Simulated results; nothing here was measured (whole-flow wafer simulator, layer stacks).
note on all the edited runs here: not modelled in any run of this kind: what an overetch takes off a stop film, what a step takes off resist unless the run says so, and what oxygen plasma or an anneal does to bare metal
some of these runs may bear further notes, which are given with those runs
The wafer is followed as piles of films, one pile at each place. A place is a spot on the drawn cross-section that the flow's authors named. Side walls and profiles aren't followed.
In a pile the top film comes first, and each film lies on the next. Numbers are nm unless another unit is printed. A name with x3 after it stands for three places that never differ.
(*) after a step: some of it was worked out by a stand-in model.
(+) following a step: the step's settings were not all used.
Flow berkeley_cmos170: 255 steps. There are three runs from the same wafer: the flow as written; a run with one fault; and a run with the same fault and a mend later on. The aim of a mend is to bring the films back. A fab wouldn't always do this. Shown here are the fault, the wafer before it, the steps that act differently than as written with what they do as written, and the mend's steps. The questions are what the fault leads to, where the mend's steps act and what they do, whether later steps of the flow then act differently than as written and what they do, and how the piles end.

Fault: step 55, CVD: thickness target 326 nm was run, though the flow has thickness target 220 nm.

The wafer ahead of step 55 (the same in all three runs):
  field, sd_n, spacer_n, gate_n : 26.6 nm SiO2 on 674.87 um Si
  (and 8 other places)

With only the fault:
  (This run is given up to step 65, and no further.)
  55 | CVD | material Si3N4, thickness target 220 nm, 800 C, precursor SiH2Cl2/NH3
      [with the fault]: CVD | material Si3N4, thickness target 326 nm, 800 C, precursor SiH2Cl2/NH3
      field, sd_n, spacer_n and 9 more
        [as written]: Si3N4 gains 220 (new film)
        [with the fault]: Si3N4 gains 326 (new film)
  Later steps of the flow acting differently than as written:
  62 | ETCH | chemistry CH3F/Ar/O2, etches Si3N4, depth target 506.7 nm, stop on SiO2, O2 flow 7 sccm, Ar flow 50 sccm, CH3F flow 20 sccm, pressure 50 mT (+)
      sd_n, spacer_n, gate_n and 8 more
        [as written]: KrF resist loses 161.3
        [with the fault]: KrF resist loses 232
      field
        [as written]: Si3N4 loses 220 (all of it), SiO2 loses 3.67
        [with the fault]: Si3N4 loses 326 (all of it), SiO2 loses 3.67
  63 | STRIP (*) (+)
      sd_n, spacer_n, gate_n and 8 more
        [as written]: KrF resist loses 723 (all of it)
        [with the fault]: KrF resist loses 652.4 (all of it)
  Once step 65 is done, the piles at sd_n, spacer_n, gate_n and 8 more depart from the flow's by more than 2% or 0.5 nm, whichever is larger.
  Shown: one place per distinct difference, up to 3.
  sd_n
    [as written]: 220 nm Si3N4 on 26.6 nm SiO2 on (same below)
    [with the fault]: 326 nm Si3N4 on 26.6 nm SiO2 on (same below)

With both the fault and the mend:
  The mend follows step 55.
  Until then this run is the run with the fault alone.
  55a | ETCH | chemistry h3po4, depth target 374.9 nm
      field, sd_n, spacer_n and 9 more
        Si3N4 loses 326 (all of it)
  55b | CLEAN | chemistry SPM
      does not change any film at any place that is followed
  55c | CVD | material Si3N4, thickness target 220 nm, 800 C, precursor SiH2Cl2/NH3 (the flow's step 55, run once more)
      field, sd_n, spacer_n and 9 more
        Si3N4 gains 220 (new film)
  None of the later steps of the flow acts differently than as written at any place that is followed.
  The piles end the same as the flow's at every place that both follow.
